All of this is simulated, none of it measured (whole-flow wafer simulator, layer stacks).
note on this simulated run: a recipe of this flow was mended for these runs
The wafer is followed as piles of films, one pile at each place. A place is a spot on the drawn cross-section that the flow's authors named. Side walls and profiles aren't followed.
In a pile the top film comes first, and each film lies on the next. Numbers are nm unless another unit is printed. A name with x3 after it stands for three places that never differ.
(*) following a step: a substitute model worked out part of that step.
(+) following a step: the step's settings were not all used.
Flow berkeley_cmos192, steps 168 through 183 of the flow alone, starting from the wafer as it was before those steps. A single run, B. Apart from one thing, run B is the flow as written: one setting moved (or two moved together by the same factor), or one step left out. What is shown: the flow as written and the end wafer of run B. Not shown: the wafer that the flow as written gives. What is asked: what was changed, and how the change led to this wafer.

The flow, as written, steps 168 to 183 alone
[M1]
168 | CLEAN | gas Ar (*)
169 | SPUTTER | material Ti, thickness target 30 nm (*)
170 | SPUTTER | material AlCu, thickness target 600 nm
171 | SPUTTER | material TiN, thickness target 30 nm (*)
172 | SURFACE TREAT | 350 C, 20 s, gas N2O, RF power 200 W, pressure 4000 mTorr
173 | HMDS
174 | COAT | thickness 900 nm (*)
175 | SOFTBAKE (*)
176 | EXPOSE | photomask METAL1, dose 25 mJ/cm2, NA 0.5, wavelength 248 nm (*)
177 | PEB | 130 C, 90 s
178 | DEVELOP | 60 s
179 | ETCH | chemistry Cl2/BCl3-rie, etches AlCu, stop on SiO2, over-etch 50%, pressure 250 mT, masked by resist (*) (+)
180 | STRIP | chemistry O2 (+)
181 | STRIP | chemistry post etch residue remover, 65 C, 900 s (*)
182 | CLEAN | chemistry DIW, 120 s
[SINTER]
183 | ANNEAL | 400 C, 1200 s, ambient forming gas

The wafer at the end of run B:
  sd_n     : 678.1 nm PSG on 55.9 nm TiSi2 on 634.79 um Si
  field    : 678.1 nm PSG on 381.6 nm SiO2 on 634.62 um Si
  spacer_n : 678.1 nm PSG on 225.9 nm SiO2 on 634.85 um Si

Cause: step 179, ETCH: over-etch 20% was run, whereas the flow has over-etch 50%.

The path from the change to this, step by step:
  179 | ETCH | chemistry Cl2/BCl3-rie, etches AlCu, stop on SiO2, over-etch 50%, pressure 250 mT, masked by resist (*) (+)
      field, sd_n, spacer_n, gate, spacer_p, gate_p: -30 TiN (all of it), -600 AlCu (all of it), -30 Ti (all of it), -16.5 PSG (in the flow as written it would be: -30 TiN (all of it), -600 AlCu (all of it), -30 Ti (all of it), -41.2 PSG)
      contact, m1: -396 KrF-resist (in the flow as written it would be: -495 KrF-resist)
      (also at 1 further place)
  180 | STRIP | chemistry O2 (+)
      contact: -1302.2 KrF-resist (all of it) (in the flow as written it would be: -1203.2 KrF-resist (all of it))
      m1: -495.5 KrF-resist (all of it) (in the flow as written it would be: -396.5 KrF-resist (all of it))
